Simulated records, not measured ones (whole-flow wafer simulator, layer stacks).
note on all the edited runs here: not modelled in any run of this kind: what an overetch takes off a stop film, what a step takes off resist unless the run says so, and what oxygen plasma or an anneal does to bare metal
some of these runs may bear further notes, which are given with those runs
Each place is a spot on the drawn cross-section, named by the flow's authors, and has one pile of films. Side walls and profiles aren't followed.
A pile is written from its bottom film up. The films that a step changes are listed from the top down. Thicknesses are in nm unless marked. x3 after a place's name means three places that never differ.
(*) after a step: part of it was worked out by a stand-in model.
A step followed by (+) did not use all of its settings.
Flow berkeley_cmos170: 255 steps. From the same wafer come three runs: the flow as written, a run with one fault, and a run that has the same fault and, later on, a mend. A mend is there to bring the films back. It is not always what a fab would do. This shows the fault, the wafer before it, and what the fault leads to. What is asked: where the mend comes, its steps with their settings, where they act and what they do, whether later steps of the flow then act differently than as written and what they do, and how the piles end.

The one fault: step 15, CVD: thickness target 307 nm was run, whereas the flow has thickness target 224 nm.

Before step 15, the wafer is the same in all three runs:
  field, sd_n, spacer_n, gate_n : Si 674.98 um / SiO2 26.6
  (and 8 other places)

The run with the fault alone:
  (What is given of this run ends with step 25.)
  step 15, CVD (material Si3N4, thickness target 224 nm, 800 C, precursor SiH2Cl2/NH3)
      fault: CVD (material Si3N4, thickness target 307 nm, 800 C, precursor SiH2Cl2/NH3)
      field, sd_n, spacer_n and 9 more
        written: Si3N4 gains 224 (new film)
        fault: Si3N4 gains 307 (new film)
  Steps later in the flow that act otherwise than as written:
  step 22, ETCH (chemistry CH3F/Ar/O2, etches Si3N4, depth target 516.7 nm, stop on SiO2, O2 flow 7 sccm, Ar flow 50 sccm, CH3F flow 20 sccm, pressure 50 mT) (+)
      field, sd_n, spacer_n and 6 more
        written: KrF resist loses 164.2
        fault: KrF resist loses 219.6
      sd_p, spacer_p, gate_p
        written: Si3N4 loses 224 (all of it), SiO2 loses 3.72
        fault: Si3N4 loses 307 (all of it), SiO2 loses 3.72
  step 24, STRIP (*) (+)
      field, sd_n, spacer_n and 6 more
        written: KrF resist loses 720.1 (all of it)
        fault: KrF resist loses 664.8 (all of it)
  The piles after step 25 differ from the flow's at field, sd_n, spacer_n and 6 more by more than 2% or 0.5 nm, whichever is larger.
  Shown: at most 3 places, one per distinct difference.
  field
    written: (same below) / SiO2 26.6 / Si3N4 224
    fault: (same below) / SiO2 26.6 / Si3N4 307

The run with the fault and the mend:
  The mend follows step 15.
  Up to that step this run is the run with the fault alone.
  step 15a, ETCH (chemistry h3po4, depth target 353 nm)
      field, sd_n, spacer_n and 9 more
        Si3N4 loses 307 (all of it)
  step 15b, CLEAN (chemistry SPM)
      alters no film at any place that is followed
  step 15c, CVD (material Si3N4, thickness target 224 nm, 800 C, precursor SiH2Cl2/NH3) (the flow's step 15, run once more)
      field, sd_n, spacer_n and 9 more
        Si3N4 gains 224 (new film)
  Every later step of the flow that is run acts as written at every place that is followed.
  At every place that both follow, the piles at the end match the flow's.
